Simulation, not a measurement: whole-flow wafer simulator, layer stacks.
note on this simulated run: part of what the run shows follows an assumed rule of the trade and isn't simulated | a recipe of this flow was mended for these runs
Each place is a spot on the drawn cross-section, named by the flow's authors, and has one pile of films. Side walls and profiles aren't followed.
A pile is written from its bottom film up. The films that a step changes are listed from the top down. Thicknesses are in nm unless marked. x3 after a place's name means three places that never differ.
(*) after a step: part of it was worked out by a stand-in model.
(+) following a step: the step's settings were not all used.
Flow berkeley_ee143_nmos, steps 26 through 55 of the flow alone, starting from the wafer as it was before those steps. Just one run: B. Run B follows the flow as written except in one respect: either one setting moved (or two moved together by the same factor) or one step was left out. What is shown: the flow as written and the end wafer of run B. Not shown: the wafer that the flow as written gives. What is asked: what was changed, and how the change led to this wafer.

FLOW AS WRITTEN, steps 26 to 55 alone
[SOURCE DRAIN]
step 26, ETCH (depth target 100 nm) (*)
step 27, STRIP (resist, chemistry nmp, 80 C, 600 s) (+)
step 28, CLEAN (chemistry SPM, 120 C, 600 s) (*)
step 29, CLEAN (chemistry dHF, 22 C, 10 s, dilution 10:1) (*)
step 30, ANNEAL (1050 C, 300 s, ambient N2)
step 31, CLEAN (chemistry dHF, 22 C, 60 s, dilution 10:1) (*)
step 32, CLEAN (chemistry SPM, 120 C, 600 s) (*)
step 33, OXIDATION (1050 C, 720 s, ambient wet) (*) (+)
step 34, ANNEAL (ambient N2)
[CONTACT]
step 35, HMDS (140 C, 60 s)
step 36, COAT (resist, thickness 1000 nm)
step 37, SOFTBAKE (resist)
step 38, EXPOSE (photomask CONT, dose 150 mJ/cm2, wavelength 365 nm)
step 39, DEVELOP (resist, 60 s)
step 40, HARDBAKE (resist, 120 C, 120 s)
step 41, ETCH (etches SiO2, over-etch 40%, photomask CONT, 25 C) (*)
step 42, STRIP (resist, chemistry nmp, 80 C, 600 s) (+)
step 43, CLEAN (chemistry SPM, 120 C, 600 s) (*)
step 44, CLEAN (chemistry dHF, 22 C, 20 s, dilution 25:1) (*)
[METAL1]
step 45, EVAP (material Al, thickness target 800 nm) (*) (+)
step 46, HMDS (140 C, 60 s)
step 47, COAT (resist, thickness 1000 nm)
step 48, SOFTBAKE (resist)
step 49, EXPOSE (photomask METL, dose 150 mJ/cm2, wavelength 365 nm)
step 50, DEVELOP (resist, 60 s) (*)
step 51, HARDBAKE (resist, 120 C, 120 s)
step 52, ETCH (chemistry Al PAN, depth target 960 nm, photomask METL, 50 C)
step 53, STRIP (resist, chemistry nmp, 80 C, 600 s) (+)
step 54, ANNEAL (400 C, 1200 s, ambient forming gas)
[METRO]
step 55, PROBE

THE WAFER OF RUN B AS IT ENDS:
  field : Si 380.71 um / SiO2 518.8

The reason: step 31, CLEAN: 24 s was run, though the flow has 60 s.

Step by step, how the change led to this:
  step 31, CLEAN (chemistry dHF, 22 C, 60 s, dilution 10:1) (*)
      field: -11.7 SiO2 (it would be, as written: -29.3 SiO2)
  step 33, OXIDATION (1050 C, 720 s, ambient wet) (*) (+)
      field: +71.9 SiO2, -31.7 Si (it would be, as written: +73.9 SiO2, -32.5 Si)
